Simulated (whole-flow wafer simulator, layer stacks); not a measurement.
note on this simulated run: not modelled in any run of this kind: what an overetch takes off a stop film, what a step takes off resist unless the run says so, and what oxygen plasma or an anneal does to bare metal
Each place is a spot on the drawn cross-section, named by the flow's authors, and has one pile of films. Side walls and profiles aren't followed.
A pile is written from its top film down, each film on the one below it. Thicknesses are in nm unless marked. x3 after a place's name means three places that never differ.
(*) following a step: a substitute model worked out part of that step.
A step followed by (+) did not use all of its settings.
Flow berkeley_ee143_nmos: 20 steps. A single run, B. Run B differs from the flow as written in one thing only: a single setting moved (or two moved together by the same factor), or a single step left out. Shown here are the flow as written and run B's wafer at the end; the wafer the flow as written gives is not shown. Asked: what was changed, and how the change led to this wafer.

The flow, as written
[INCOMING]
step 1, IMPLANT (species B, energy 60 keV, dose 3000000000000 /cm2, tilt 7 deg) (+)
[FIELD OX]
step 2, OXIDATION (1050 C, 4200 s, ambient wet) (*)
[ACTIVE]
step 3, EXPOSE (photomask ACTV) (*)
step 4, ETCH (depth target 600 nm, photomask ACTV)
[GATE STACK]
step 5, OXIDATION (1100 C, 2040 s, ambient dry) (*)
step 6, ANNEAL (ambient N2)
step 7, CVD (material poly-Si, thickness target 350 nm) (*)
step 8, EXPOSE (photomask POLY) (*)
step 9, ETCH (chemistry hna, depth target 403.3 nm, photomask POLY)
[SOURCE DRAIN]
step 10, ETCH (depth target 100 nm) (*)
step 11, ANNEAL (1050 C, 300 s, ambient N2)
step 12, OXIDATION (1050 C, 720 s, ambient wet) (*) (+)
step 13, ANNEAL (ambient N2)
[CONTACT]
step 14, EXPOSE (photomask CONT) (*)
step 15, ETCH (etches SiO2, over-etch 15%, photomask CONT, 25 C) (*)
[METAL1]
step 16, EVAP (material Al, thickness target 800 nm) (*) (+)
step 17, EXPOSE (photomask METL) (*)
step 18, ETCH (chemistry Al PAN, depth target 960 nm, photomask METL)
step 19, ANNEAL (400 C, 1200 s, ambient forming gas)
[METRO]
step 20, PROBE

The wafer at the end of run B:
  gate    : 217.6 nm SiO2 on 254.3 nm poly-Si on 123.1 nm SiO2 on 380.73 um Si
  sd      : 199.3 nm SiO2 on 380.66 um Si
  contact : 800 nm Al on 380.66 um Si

The reason: step 4, ETCH: depth target 485 nm was run, whereas the flow has depth target 600 nm.

Step by step, how the change led to this:
  step 4, ETCH (depth target 600 nm, photomask ACTV)
      gate, sd, contact: SiO2 loses 485 (as written it would have been: SiO2 loses 566.4 (all of it))
  step 5, OXIDATION (1100 C, 2040 s, ambient dry) (*)
      gate, sd, contact: SiO2 gains 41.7, Si loses 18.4 (as written it would have been: SiO2 gains 79.7 (new film), Si loses 35.1)
  step 10, ETCH (depth target 100 nm) (*)
      sd, contact: SiO2 loses 100 (as written it would have been: SiO2 loses 79.7 (all of it))
  step 12, OXIDATION (1050 C, 720 s, ambient wet) (*) (+)
      sd, contact: SiO2 gains 176.2, Si loses 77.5 (as written it would have been: SiO2 gains 189.4 (new film), Si loses 83.4)
  step 15, ETCH (etches SiO2, over-etch 15%, photomask CONT, 25 C) (*)
      contact: SiO2 loses 199.3 (all of it) (as written it would have been: SiO2 loses 189.4 (all of it))
